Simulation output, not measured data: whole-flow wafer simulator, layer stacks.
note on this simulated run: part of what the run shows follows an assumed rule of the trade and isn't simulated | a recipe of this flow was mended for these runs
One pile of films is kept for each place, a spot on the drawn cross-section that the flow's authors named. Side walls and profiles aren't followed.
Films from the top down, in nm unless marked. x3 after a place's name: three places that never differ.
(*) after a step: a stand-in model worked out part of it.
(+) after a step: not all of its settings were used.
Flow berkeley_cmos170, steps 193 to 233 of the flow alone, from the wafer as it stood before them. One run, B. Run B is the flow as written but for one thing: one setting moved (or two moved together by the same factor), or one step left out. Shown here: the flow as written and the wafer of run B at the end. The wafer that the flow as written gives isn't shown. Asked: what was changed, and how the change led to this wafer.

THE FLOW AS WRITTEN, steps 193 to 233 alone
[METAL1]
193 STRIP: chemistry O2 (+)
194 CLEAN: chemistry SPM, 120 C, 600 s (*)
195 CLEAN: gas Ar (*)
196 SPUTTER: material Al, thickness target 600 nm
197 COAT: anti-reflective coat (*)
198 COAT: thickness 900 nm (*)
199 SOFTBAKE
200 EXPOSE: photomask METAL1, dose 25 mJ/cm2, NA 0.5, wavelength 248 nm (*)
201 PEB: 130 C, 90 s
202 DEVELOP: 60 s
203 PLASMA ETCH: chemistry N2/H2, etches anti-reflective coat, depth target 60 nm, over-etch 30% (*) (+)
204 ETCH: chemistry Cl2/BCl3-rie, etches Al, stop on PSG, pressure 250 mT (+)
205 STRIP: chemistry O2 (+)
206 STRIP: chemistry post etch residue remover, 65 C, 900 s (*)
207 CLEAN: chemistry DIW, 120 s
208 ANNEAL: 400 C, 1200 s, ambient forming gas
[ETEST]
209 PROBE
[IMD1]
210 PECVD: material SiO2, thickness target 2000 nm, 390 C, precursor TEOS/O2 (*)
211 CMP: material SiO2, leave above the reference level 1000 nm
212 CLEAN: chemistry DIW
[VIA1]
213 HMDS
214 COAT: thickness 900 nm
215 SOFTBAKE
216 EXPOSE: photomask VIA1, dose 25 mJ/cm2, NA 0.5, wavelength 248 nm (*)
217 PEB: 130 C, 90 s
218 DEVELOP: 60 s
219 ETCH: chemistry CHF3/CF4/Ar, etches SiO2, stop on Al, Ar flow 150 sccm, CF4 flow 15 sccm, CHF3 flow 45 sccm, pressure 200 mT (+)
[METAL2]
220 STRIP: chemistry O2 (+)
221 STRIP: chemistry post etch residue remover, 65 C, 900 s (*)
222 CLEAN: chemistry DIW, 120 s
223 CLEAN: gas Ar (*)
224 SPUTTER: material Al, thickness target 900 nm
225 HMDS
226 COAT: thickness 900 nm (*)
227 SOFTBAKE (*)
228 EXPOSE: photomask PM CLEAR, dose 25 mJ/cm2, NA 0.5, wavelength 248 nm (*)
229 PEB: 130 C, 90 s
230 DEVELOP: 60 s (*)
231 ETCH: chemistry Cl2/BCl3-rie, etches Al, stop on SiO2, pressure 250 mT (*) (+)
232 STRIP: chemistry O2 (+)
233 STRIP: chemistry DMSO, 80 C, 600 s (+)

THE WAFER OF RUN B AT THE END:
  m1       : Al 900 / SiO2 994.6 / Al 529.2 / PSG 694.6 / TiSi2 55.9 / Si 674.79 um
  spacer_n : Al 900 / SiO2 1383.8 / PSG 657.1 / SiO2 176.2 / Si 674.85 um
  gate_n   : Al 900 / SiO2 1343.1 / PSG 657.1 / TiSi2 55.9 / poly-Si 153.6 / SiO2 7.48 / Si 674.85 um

The cause: step 196, SPUTTER: thickness target 532 nm was run, where the flow has thickness target 600 nm.

How the change led to this, step by step:
  196 SPUTTER: material Al, thickness target 600 nm
      field, mark, sd_n and 8 more: Al +532 (new film) (as written it would be: Al +600 (new film))
      sd_p: Al +508.1 (new film) (as written it would be: Al +575.5 (new film))
      (and at 1 more place)
  197 COAT: anti-reflective coat (*)
      sd_n: anti-reflective coat +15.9 (new film) (as written it would be: anti-reflective coat +17.9 (new film))
      contact: anti-reflective coat +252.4 (new film) (as written it would be: anti-reflective coat +261.1 (new film))
  203 PLASMA ETCH: chemistry N2/H2, etches anti-reflective coat, depth target 60 nm, over-etch 30% (*) (+)
      sd_n: anti-reflective coat -15.9 (all of it) (as written it would be: anti-reflective coat -17.9 (all of it))
  204 ETCH: chemistry Cl2/BCl3-rie, etches Al, stop on PSG, pressure 250 mT (+)
      field, mark, sd_n, spacer_n, gate_n, spacer_p, gate_p: Al -532 (all of it), PSG -37.5 (as written it would be: Al -600 (all of it), PSG -37.5)
      contact, m1, via1, m2, via2: KrF-resist -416 (as written it would be: KrF-resist -450)
      (and at 1 more place)
  205 STRIP: chemistry O2 (+)
      contact: KrF-resist -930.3 (all of it), anti-reflective coat -252.4 (all of it) (as written it would be: KrF-resist -910.9 (all of it), anti-reflective coat -261.1 (all of it))
      m1: KrF-resist -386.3 (all of it), anti-reflective coat -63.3 (all of it) (as written it would be: KrF-resist -352.3 (all of it), anti-reflective coat -63.4 (all of it))
      (and at 3 more places)
  211 CMP: material SiO2, leave above the reference level 1000 nm
      spacer_n, spacer_p: SiO2 -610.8 (as written it would be: SiO2 -542.8)
      gate_n, gate_p: SiO2 -651.6 (as written it would be: SiO2 -583.6)
      (and at 5 more places)
